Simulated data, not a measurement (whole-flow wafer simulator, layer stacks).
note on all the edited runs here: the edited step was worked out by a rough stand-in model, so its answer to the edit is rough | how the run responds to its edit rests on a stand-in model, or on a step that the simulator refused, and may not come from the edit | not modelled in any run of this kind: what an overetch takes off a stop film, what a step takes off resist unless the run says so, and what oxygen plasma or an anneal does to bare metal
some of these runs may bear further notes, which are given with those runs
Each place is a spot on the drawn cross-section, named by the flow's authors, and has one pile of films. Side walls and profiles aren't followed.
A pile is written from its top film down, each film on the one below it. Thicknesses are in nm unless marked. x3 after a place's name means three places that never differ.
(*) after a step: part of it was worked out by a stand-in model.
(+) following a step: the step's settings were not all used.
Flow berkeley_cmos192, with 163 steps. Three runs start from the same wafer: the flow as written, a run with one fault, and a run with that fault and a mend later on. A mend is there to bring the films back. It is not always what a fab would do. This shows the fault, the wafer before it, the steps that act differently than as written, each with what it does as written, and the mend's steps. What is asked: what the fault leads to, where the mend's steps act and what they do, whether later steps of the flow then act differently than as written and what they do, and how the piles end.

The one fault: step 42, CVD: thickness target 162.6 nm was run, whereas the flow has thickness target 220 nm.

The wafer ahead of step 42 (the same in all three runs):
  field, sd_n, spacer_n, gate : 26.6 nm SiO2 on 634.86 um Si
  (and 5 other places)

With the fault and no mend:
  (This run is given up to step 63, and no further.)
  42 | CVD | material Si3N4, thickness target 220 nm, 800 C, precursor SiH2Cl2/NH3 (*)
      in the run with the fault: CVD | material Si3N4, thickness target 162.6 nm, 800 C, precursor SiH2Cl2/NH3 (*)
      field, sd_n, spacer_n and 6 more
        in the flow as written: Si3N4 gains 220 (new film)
        in the run with the fault: Si3N4 gains 162.6 (new film)
  Steps later in the flow that act otherwise than as written (not shown: 2 more steps that differ only slightly, by at most 2% or 0.5 nm, whichever is larger):
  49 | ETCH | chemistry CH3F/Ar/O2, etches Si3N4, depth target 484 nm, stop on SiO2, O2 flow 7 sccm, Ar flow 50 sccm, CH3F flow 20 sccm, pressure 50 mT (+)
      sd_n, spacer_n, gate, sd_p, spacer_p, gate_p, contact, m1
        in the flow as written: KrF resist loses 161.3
        in the run with the fault: KrF resist loses 123.1
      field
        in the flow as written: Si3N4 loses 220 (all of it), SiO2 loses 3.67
        in the run with the fault: Si3N4 loses 162.6 (all of it), SiO2 loses 3.67
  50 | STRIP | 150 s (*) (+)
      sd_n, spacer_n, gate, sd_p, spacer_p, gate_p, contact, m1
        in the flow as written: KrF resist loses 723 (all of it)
        in the run with the fault: KrF resist loses 761.3 (all of it)
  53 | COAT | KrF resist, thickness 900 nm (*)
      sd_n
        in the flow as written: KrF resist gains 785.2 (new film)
        in the run with the fault: KrF resist gains 814.4 (new film)
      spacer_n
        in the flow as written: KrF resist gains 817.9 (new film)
        in the run with the fault: KrF resist gains 838.2 (new film)
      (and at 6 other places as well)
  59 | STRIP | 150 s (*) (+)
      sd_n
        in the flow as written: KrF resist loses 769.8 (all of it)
        in the run with the fault: KrF resist loses 798.9 (all of it)
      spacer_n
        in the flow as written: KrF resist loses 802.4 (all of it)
        in the run with the fault: KrF resist loses 822.7 (all of it)
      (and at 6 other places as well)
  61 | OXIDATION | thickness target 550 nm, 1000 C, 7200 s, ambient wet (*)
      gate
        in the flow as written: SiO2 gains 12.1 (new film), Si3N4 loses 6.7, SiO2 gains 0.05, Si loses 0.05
        in the run with the fault: SiO2 gains 12.1 (new film), Si3N4 loses 6.7
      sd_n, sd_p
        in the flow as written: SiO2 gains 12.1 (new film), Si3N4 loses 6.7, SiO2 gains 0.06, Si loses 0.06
        in the run with the fault: SiO2 gains 12.1 (new film), Si3N4 loses 6.7, SiO2 gains 1.02, Si loses 0.46
  After step 63, at sd_n, spacer_n, gate, sd_p, spacer_p, gate_p, contact, m1, the piles differ from the flow's by more than 2% or 0.5 nm, whichever is larger.
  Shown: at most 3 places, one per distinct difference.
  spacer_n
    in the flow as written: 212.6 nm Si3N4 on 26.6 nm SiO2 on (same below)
    in the run with the fault: 155.2 nm Si3N4 on 26.6 nm SiO2 on (same below)
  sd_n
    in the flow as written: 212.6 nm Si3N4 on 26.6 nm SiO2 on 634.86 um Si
    in the run with the fault: 155.2 nm Si3N4 on 27.6 nm SiO2 on 634.86 um Si
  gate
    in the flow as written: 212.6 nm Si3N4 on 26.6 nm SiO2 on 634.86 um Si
    in the run with the fault: 155.2 nm Si3N4 on 26.6 nm SiO2 on 634.86 um Si

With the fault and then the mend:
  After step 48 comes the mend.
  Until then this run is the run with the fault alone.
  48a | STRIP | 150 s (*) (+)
      sd_n, spacer_n, gate, sd_p, spacer_p, gate_p, contact, m1
        KrF resist loses 884.4 (all of it)
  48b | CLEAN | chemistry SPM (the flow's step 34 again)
      alters no film at any place that is followed
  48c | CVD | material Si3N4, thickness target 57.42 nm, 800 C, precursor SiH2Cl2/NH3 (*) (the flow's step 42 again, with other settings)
      field, sd_n, spacer_n and 6 more
        Si3N4 gains 57.4
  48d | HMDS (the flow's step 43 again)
      alters no film at any place that is followed
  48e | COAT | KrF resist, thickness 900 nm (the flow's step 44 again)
      field, sd_n, spacer_n and 6 more
        KrF resist gains 900 (new film)
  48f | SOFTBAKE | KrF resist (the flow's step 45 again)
      alters no film at any place that is followed
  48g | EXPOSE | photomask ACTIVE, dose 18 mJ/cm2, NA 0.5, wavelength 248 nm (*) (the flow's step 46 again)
      alters no film at any place that is followed
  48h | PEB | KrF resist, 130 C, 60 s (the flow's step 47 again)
      field, sd_n, spacer_n and 6 more
        KrF resist loses 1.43
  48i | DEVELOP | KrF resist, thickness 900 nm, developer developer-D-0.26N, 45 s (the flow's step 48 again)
      sd_n, spacer_n, gate, sd_p, spacer_p, gate_p, contact, m1
        KrF resist loses 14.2
      field
        KrF resist loses 898.6 (all of it)
  Every later step of the flow that is run acts as written, at every place that is followed, to within 2% or 0.5 nm, whichever is larger.
  At every place that both follow, the piles at the end match the flow's.
